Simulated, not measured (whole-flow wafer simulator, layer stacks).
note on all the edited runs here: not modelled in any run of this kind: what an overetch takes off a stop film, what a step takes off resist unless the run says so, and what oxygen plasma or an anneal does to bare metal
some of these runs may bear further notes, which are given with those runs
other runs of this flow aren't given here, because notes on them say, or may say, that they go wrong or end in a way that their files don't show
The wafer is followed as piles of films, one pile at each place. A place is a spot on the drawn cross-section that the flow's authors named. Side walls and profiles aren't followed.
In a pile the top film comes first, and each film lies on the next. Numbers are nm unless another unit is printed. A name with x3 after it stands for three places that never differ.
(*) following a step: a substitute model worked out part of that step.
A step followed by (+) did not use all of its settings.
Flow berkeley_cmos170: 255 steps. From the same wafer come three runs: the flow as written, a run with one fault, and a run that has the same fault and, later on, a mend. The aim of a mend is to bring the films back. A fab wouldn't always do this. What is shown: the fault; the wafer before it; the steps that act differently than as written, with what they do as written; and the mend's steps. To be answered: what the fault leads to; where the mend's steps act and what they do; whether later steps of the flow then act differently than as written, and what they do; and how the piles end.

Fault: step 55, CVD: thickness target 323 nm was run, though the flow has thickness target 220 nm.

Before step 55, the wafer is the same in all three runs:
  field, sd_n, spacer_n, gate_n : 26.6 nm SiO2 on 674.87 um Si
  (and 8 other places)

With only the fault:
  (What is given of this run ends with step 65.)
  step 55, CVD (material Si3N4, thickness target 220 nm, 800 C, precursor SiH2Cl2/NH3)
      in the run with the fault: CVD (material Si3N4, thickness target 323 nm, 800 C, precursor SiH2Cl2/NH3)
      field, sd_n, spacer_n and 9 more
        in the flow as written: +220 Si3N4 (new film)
        in the run with the fault: +323 Si3N4 (new film)
  Steps further on in the flow that do not act as written:
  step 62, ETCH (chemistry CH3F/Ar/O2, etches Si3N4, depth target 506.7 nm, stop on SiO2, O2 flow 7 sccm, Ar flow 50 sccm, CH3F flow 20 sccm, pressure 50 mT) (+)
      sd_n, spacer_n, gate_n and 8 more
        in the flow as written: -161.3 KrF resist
        in the run with the fault: -230 KrF resist
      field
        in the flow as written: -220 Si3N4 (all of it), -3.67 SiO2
        in the run with the fault: -323 Si3N4 (all of it), -3.67 SiO2
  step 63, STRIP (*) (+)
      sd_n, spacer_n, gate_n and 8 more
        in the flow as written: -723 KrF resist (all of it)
        in the run with the fault: -654.4 KrF resist (all of it)
  Once step 65 is done, the piles at sd_n, spacer_n, gate_n and 8 more depart from the flow's by more than 2% or 0.5 nm, whichever is larger.
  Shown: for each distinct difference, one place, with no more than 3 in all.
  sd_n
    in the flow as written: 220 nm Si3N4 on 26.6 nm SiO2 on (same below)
    in the run with the fault: 323 nm Si3N4 on 26.6 nm SiO2 on (same below)

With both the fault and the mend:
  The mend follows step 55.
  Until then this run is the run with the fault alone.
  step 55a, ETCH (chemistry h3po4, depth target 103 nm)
      field, sd_n, spacer_n and 9 more
        -103 Si3N4
  Every later step of the flow that is run acts as written at every place that is followed.
  By the end, the piles equal the flow's at every place that both follow.
